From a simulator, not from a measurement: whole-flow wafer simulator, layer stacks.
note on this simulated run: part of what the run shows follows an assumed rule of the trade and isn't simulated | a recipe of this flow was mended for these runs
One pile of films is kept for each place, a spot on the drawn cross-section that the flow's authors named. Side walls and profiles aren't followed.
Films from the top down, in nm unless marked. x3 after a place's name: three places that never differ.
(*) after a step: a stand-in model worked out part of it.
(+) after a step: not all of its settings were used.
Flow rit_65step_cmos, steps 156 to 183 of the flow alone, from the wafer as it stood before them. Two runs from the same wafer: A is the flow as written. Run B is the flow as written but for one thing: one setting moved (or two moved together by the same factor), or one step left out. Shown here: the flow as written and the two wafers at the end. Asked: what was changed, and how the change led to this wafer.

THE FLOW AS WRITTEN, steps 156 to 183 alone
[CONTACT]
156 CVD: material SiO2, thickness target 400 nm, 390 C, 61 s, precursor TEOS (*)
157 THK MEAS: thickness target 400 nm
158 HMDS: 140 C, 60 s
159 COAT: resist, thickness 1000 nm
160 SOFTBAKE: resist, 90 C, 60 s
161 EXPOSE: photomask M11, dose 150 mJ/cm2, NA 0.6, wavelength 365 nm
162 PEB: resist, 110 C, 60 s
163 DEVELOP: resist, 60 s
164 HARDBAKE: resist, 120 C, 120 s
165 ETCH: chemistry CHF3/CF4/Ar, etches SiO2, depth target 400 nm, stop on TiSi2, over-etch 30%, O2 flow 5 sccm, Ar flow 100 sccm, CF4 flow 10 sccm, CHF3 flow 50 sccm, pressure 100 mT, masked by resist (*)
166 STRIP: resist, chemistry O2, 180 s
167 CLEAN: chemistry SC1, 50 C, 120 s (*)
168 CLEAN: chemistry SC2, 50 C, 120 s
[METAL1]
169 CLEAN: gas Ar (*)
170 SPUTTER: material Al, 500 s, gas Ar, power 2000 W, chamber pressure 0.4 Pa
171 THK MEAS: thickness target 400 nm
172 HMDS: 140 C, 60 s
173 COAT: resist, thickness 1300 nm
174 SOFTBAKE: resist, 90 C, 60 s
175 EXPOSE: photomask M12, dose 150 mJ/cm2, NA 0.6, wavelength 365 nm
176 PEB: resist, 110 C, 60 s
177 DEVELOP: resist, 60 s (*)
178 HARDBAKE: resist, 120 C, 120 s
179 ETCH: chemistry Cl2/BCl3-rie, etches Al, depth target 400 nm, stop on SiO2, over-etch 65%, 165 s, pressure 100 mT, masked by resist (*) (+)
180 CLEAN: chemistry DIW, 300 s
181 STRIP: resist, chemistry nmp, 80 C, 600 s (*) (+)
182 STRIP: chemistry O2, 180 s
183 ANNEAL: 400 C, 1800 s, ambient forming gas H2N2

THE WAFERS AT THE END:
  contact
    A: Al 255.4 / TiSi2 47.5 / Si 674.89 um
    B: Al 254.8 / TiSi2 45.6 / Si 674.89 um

The cause: step 165, ETCH: depth target 429.9 nm was run, where the flow has depth target 400 nm.

How the change led to this, step by step:
  165 ETCH: chemistry CHF3/CF4/Ar, etches SiO2, depth target 400 nm, stop on TiSi2, over-etch 30%, O2 flow 5 sccm, Ar flow 100 sccm, CF4 flow 10 sccm, CHF3 flow 50 sccm, pressure 100 mT, masked by resist (*)
      field, field_pw, field_nw and 10 more: A resist -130 | B resist -139.7
      contact: A SiO2 -400 (all of it), TiSi2 -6 | B SiO2 -400 (all of it), TiSi2 -7.94
